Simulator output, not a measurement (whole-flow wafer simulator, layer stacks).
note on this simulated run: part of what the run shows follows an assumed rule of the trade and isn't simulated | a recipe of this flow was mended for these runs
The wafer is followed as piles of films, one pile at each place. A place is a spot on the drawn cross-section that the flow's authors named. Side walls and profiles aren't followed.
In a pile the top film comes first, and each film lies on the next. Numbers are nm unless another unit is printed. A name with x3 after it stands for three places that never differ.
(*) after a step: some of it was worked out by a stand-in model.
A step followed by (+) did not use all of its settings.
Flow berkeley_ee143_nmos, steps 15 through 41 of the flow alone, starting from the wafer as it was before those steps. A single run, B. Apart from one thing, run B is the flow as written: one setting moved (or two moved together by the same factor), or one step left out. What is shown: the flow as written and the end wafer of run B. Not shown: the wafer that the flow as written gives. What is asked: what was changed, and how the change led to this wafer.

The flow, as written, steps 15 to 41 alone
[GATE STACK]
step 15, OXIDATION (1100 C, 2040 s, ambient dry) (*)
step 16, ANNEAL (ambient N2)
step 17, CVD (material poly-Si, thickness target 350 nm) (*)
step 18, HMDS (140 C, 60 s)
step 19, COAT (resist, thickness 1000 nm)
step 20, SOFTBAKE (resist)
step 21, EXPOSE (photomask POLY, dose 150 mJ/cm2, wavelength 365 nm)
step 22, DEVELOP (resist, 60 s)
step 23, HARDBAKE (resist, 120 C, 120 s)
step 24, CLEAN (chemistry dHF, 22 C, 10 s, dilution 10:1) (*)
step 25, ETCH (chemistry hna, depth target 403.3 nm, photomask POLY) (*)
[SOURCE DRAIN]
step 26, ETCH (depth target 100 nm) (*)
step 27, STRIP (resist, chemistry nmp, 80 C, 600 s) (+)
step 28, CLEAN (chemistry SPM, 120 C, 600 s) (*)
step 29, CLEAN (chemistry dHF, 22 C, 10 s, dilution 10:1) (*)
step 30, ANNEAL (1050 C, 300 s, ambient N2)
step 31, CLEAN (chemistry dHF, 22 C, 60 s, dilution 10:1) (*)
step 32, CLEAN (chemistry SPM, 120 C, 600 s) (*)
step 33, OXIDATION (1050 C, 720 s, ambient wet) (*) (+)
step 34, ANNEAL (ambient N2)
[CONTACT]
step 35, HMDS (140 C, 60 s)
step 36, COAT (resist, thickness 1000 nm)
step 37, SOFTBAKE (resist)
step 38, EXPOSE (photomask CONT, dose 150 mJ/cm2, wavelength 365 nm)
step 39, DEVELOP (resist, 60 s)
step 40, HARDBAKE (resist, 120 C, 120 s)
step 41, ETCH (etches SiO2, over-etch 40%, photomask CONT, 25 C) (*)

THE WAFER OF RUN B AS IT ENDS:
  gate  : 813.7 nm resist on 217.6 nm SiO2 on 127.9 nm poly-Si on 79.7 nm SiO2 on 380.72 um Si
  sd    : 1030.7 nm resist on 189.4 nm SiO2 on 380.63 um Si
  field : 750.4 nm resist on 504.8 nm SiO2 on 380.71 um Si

The reason: step 17, CVD: thickness target 224 nm was run, while the flow as written has thickness target 350 nm.

Step by step, how the change led to this:
  step 17, CVD (material poly-Si, thickness target 350 nm) (*)
      gate, sd, contact, field: poly-Si gains 224 (new film) (as written it would have been: poly-Si gains 350 (new film))
  step 19, COAT (resist, thickness 1000 nm)
      field: resist gains 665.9 (new film) (as written it would have been: resist gains 689.8 (new film))
  step 22, DEVELOP (resist, 60 s)
      field: resist loses 665.9 (all of it) (as written it would have been: resist loses 689.8 (all of it))
  step 25, ETCH (chemistry hna, depth target 403.3 nm, photomask POLY) (*)
      sd, contact, field: poly-Si loses 224 (all of it), SiO2 loses 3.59 (as written it would have been: poly-Si loses 350 (all of it), SiO2 loses 1.07)
  step 26, ETCH (depth target 100 nm) (*)
      sd, contact: SiO2 loses 76.1 (all of it) (as written it would have been: SiO2 loses 78.6 (all of it))
  step 36, COAT (resist, thickness 1000 nm)
      gate: resist gains 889 (new film) (as written it would have been: resist gains 822.5 (new film))
      sd: resist gains 1127.4 (new film) (as written it would have been: resist gains 1160.4 (new film))
      (and at 2 other places as well)
  step 39, DEVELOP (resist, 60 s)
      contact: resist loses 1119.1 (all of it) (as written it would have been: resist loses 1142.5 (all of it))
  step 40, HARDBAKE (resist, 120 C, 120 s)
      gate: resist loses 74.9 (as written it would have been: resist loses 69)
      sd: resist loses 96.3 (as written it would have been: resist loses 99.3)
      (and at 1 other place as well)
